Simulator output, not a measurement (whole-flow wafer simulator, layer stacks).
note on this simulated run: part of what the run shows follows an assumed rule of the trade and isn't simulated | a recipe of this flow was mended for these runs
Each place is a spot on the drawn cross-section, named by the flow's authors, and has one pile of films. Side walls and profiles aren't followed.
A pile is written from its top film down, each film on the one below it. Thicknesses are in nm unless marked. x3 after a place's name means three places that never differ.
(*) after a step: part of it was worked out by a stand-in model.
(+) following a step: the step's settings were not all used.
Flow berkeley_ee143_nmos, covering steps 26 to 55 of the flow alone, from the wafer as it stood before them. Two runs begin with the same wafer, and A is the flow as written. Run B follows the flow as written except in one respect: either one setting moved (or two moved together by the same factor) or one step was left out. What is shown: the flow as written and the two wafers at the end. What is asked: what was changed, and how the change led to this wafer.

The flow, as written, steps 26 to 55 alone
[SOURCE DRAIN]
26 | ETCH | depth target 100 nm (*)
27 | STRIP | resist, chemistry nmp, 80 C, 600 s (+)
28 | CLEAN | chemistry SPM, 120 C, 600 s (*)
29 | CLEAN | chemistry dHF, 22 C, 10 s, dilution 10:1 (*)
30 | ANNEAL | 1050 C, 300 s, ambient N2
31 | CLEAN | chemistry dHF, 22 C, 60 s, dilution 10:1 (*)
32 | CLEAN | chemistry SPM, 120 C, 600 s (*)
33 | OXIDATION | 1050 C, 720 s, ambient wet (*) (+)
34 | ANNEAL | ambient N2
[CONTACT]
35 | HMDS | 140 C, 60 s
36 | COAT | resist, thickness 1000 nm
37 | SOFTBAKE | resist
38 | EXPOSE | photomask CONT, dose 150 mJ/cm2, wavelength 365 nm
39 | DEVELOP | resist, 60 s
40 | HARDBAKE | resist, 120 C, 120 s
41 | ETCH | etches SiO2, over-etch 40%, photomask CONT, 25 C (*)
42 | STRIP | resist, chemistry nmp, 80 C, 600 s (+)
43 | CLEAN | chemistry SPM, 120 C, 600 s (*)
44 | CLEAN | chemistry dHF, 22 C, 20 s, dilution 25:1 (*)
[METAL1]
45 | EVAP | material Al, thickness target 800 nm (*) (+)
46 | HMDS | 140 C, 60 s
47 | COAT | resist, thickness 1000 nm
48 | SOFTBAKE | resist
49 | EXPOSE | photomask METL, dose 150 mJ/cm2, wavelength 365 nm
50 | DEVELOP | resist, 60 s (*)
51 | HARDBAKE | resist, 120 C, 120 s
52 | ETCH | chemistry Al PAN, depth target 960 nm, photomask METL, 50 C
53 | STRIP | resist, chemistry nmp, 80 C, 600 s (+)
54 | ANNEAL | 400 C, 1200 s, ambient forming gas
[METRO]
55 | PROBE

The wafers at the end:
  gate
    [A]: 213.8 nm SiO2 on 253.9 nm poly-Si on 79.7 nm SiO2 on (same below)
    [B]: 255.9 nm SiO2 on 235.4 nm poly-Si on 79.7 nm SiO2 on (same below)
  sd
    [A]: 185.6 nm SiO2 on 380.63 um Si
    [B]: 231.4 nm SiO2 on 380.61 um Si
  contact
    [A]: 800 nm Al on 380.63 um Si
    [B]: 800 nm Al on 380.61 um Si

Cause: step 33, OXIDATION: 1080 C was run, though the flow has 1050 C.

Step by step, how the change led to this:
  33 | OXIDATION | 1050 C, 720 s, ambient wet (*) (+)
      sd, contact: A +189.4 SiO2 (new film), -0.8 chemical SiO2 (all of it), -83 Si | B +235.2 SiO2 (new film), -0.8 chemical SiO2 (all of it), -103.2 Si
      gate: A +217.6 SiO2 (new film), -0.8 chemical SiO2 (all of it), -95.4 poly-Si | B +259.7 SiO2 (new film), -0.8 chemical SiO2 (all of it), -113.9 poly-Si
      (as well as at 1 more place)
  41 | ETCH | etches SiO2, over-etch 40%, photomask CONT, 25 C (*)
      contact: A -189.4 SiO2 (all of it) | B -235.2 SiO2 (all of it)
  47 | COAT | resist, thickness 1000 nm
      contact: A +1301 resist (new film) | B +1331.5 resist (new film)
  51 | HARDBAKE | resist, 120 C, 120 s
      contact: A -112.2 resist | B -115 resist
  53 | STRIP | resist, chemistry nmp, 80 C, 600 s (+)
      contact: A -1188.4 resist (all of it) | B -1216.1 resist (all of it)
